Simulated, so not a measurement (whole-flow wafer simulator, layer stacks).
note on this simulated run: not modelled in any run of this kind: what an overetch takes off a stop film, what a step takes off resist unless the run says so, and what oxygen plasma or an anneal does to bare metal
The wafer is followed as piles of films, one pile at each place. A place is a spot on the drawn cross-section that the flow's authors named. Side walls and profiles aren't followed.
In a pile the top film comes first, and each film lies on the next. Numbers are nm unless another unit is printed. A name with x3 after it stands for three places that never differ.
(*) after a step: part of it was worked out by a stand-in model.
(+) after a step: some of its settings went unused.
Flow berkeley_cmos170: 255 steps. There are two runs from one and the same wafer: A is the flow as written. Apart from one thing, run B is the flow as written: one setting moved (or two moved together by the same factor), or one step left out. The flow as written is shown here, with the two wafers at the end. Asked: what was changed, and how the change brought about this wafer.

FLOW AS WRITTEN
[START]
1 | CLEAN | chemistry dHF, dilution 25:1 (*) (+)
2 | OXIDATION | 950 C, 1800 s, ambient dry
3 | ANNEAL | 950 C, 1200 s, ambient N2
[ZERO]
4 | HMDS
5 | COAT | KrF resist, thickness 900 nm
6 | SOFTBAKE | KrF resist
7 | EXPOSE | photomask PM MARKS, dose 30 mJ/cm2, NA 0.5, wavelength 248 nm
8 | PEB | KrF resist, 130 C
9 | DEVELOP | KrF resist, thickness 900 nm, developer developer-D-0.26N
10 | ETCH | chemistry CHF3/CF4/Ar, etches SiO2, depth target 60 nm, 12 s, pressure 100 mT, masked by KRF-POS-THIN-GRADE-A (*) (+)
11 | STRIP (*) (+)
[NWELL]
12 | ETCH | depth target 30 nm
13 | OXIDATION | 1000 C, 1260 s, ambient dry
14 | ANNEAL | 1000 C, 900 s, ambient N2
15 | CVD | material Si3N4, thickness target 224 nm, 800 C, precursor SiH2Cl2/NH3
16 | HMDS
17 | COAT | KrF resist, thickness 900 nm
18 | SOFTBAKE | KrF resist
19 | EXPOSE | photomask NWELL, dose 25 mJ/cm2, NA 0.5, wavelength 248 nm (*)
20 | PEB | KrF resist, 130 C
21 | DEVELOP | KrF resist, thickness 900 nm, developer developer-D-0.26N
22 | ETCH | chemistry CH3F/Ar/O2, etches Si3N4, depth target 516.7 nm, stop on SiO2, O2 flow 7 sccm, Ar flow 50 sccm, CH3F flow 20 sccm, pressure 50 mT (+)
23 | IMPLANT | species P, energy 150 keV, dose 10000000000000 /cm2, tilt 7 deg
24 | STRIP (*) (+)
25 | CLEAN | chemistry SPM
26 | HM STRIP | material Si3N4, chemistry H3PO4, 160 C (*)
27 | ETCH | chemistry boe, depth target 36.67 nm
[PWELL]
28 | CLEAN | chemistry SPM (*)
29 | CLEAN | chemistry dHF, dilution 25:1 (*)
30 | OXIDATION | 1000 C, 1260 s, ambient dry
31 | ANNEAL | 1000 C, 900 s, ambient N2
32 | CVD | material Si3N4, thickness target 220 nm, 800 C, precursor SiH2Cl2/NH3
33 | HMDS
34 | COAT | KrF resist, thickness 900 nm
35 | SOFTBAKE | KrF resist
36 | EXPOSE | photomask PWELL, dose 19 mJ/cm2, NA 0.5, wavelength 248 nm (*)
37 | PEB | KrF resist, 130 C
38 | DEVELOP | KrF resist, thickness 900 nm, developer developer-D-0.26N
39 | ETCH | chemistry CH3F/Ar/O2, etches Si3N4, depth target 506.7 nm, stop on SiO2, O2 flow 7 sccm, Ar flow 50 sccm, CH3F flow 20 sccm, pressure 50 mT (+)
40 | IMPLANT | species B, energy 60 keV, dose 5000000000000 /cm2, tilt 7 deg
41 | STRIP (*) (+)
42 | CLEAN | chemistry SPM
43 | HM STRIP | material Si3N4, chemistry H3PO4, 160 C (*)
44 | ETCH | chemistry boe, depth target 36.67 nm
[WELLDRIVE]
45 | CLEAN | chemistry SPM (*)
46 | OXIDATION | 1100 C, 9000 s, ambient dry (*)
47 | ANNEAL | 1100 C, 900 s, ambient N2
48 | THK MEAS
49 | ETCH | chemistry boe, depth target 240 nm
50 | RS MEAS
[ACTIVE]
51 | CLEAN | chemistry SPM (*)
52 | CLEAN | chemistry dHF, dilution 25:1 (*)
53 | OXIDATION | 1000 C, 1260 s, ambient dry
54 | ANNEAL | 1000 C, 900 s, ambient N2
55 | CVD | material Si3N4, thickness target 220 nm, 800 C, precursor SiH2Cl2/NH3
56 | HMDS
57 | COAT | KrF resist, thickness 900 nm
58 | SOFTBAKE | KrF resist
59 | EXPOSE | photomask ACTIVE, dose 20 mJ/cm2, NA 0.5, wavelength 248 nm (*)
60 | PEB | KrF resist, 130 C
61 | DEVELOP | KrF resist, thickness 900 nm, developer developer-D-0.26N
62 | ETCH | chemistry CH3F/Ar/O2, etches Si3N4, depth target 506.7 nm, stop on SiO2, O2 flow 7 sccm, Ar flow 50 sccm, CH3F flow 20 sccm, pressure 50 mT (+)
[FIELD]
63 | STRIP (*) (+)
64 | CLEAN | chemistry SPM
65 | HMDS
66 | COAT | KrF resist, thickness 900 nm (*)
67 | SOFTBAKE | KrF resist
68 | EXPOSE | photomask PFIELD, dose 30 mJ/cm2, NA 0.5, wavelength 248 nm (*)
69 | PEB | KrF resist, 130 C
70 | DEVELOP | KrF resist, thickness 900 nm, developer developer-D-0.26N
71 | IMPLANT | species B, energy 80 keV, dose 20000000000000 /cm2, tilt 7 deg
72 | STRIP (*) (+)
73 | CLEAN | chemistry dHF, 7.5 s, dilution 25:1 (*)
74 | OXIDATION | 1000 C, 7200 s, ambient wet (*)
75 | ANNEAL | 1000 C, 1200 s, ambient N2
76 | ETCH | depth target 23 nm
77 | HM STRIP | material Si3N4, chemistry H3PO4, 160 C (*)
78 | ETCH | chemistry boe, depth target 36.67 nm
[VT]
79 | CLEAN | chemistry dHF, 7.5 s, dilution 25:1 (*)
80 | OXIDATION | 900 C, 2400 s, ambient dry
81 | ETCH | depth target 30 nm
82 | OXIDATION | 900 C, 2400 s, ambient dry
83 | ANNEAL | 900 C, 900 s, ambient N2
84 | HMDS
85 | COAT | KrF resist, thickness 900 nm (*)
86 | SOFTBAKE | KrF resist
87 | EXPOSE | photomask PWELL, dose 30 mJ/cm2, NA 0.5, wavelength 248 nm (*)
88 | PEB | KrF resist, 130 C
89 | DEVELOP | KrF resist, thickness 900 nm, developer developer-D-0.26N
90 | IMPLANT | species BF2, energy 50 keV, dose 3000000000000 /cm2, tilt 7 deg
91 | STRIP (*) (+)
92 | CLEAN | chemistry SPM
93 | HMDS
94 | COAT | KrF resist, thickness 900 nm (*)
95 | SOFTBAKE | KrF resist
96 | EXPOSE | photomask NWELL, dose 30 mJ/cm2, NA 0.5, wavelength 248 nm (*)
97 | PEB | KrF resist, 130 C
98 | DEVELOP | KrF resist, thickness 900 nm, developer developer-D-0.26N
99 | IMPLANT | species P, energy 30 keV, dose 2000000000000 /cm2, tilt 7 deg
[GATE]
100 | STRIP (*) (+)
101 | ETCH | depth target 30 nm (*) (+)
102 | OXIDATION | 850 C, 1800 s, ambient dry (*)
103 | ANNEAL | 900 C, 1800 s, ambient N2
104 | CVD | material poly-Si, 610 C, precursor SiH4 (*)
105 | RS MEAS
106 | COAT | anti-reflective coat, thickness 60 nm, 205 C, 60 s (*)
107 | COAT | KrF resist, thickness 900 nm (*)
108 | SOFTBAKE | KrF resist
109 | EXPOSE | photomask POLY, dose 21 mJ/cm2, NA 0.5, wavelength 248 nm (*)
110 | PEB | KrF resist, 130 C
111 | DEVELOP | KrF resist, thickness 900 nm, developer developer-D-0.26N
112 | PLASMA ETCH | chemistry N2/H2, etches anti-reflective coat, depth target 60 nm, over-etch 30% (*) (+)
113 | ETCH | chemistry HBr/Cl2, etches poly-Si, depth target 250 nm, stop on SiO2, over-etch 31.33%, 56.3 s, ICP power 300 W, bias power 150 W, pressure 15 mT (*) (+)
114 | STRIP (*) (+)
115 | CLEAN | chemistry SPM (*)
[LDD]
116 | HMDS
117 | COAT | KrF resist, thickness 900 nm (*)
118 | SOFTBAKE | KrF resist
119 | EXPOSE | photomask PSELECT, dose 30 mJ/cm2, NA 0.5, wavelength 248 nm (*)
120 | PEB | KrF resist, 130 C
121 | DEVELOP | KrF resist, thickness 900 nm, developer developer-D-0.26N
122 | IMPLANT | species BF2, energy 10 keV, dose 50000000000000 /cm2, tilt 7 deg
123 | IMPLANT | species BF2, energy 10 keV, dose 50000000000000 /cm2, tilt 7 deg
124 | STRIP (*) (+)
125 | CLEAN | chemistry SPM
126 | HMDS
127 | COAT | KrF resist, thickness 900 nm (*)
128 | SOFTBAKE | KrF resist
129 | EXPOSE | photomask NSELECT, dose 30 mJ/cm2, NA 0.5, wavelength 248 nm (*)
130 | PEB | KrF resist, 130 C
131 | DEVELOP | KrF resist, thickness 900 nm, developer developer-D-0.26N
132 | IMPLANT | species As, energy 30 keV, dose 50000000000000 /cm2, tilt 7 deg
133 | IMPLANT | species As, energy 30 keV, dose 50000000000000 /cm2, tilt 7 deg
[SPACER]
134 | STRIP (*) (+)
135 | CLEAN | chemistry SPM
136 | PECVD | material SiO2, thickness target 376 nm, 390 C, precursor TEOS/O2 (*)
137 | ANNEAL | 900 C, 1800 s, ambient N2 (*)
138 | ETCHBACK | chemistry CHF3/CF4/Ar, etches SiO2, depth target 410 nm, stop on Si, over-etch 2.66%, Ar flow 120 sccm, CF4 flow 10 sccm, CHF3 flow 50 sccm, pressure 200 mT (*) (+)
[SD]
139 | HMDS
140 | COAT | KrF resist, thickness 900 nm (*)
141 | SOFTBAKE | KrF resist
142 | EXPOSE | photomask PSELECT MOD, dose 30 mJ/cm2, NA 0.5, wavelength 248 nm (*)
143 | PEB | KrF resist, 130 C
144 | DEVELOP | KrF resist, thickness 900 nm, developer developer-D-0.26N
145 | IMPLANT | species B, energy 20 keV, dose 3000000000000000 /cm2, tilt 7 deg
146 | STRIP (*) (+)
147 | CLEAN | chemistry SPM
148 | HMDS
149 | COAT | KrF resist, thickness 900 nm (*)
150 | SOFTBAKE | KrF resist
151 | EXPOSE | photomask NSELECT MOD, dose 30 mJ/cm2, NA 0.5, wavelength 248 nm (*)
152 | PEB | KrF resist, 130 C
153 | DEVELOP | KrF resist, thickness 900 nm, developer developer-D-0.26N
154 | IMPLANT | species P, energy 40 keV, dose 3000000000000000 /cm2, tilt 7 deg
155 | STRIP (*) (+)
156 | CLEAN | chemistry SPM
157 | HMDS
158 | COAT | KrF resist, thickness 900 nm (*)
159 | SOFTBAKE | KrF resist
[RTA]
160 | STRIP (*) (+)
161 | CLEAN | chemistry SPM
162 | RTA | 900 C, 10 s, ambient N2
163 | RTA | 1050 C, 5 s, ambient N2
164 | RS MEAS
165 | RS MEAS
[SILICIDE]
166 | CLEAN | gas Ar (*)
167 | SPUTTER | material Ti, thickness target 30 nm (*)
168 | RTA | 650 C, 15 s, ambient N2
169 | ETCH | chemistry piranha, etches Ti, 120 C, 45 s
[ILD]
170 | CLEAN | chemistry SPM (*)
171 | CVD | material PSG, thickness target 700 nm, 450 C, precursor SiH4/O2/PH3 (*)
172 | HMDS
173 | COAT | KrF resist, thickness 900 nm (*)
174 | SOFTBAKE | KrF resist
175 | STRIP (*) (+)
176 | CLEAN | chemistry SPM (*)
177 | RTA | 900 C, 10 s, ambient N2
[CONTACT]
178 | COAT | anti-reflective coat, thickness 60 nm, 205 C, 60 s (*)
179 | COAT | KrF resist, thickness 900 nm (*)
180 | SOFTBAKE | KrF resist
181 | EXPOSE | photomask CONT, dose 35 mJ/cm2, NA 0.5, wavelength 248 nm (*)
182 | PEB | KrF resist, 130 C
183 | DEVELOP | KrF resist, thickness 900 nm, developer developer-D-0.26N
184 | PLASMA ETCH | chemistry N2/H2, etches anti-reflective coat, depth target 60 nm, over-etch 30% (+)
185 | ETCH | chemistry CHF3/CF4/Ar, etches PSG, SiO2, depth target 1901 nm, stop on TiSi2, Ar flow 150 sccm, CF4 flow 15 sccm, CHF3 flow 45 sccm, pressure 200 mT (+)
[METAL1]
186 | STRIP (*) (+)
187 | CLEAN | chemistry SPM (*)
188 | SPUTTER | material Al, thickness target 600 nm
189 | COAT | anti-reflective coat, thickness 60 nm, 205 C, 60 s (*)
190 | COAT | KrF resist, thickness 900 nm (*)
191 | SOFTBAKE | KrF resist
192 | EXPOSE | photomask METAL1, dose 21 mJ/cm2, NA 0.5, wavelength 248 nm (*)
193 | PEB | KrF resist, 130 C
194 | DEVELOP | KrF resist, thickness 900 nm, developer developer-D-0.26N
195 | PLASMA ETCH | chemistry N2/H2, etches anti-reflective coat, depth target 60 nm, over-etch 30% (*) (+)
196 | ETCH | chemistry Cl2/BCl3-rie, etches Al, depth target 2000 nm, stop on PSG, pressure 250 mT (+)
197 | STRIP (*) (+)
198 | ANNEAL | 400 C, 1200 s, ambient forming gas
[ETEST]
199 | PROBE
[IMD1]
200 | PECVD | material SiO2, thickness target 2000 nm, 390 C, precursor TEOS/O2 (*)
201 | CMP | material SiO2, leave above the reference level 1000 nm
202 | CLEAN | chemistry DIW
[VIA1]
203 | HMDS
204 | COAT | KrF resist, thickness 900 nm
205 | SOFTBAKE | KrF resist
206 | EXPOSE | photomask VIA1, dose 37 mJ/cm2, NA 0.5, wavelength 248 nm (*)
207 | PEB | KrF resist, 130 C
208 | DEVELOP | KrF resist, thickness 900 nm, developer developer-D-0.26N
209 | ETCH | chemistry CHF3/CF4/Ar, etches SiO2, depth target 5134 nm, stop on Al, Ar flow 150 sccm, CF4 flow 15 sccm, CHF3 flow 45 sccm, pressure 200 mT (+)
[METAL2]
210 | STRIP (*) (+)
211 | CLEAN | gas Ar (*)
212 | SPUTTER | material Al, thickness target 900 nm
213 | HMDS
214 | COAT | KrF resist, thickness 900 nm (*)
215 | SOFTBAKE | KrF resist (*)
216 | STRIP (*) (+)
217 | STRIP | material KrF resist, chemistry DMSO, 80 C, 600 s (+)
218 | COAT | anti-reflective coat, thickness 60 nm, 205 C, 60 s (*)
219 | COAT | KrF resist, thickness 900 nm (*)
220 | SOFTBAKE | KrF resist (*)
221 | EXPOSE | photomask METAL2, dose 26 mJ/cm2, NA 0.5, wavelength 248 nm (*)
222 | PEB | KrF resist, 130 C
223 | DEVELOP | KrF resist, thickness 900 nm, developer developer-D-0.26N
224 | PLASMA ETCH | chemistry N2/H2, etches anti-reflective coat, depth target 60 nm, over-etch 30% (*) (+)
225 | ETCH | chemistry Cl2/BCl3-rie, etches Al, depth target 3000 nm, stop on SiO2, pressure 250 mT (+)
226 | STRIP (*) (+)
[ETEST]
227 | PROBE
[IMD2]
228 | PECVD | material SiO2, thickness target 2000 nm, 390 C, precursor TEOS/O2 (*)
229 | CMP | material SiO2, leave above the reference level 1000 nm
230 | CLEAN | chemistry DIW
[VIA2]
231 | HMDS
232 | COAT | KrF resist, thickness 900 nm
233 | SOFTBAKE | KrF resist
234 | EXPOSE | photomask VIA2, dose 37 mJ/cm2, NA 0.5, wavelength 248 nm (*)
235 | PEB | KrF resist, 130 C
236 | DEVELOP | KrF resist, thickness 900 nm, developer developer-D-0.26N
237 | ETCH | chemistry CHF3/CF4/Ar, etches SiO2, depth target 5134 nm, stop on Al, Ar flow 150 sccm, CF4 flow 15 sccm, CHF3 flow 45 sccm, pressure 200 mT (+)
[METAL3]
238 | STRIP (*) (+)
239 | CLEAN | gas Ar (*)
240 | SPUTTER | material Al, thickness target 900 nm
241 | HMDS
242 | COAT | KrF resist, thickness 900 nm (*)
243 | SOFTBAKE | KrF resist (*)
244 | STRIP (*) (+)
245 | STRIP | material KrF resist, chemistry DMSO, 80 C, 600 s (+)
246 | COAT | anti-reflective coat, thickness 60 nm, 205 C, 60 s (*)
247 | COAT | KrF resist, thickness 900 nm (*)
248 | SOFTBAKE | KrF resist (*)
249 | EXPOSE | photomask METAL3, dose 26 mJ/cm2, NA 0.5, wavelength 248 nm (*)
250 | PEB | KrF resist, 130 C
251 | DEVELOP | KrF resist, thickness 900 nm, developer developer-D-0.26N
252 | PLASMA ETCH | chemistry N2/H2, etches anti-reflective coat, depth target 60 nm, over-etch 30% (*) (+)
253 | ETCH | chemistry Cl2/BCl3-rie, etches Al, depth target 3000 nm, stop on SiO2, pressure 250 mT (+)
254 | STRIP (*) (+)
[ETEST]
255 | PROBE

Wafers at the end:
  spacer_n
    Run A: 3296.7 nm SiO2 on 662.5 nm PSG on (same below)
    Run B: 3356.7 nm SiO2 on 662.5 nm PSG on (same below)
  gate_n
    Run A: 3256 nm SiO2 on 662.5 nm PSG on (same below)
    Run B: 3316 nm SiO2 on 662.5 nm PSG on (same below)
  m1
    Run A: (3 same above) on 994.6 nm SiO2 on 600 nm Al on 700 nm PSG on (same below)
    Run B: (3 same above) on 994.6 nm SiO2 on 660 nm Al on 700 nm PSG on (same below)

Cause: step 188, SPUTTER: thickness target 660 nm was run, while the flow as written has thickness target 600 nm.
The wafer lets one read it off: m1 has Al 660, and step 188 as written asks for 600 nm.

Step by step, how the change led to this:
  188 | SPUTTER | material Al, thickness target 600 nm
      field, sd_n, spacer_n and 7 more: A +600 Al (new film) | B +660 Al (new film)
      sd_p: A +573.8 Al (new film) | B +633.2 Al (new film)
      (as well as at 1 more place)
  189 | COAT | anti-reflective coat, thickness 60 nm, 205 C, 60 s (*)
      sd_n: A +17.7 anti-reflective coat (new film) | B +19.5 anti-reflective coat (new film)
      contact: A +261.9 anti-reflective coat (new film) | B +269.6 anti-reflective coat (new film)
  195 | PLASMA ETCH | chemistry N2/H2, etches anti-reflective coat, depth target 60 nm, over-etch 30% (*) (+)
      sd_n: A -17.7 anti-reflective coat (all of it) | B -19.5 anti-reflective coat (all of it)
  196 | ETCH | chemistry Cl2/BCl3-rie, etches Al, depth target 2000 nm, stop on PSG, pressure 250 mT (+)
      field, sd_n, spacer_n, gate_n, spacer_p, gate_p: A -600 Al (all of it), -37.5 PSG | B -660 Al (all of it), -37.5 PSG
      contact, m1, via1, m2, via2: A -450 KrF resist | B -480 KrF resist
      (as well as at 1 more place)
  197 | STRIP (*) (+)
      contact: A -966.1 KrF resist (all of it), -261.9 anti-reflective coat (all of it) | B -923 KrF resist (all of it), -269.6 anti-reflective coat (all of it)
      m1: A -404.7 KrF resist (all of it), -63 anti-reflective coat (all of it) | B -371 KrF resist (all of it), -63.1 anti-reflective coat (all of it)
      (as well as at 3 more places)
  201 | CMP | material SiO2, leave above the reference level 1000 nm
      spacer_n, spacer_p: A -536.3 SiO2 | B -476.3 SiO2
      gate_n, gate_p: A -577.1 SiO2 | B -517.1 SiO2
      (as well as at 4 more places)
